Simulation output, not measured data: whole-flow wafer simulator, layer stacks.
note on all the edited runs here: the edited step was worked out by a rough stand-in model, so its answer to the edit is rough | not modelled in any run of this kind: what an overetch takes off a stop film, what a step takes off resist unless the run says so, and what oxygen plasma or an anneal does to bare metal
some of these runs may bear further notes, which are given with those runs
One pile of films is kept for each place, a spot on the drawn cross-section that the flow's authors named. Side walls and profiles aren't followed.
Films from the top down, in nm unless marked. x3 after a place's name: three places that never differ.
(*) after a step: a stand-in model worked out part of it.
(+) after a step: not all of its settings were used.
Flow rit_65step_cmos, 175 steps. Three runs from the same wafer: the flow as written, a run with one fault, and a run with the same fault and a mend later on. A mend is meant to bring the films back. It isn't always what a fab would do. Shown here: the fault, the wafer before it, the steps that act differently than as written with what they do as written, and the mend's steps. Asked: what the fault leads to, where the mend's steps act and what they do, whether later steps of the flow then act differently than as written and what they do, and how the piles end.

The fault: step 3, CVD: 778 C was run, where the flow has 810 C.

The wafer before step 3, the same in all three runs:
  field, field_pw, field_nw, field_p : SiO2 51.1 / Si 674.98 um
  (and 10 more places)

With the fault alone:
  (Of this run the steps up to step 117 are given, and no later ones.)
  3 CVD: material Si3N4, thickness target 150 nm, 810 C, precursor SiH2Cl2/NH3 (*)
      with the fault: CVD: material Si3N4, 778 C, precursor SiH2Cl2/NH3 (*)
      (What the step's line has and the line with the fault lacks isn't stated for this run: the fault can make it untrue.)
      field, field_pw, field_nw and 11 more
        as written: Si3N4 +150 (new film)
        with the fault: Si3N4 +96 (new film)
  Later steps of the flow that act differently than as written (37 more steps differ only slightly, by at most 2% or 0.5 nm, whichever is larger, and aren't shown):
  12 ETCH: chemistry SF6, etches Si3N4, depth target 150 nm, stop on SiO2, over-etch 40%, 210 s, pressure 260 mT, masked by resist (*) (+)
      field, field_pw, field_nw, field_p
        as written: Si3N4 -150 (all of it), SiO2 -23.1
        with the fault: Si3N4 -96 (all of it), SiO2 -43.8
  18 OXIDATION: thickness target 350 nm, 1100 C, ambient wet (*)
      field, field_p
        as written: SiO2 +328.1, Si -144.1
        with the fault: SiO2 +345.1, Si -151.6
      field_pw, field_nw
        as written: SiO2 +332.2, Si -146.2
        with the fault: SiO2 +348.1, Si -153.2
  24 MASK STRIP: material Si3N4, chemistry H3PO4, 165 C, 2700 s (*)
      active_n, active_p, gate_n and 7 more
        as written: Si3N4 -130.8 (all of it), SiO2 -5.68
        with the fault: Si3N4 -76.8 (all of it), SiO2 -7.74
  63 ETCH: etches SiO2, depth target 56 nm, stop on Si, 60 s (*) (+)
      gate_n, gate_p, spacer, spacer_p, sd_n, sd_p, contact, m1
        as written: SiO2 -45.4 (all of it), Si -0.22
        with the fault: SiO2 -43.4 (all of it), Si -0.26
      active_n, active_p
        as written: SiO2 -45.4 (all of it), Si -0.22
        with the fault: SiO2 -43.3 (all of it), Si -0.26
  After step 117 the piles differ from the flow's only slightly at the places that both follow, by at most 2% or 0.5 nm, whichever is larger.

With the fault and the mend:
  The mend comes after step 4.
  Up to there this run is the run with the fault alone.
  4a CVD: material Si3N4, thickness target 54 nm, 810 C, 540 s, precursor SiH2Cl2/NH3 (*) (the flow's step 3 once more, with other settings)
      field, field_pw, field_nw and 11 more
        Si3N4 +54
  No later step of the flow acts differently than as written, at any place that is followed, by more than 2% or 0.5 nm, whichever is larger.
  At the end the piles are the same as the flow's at every place that both follow.
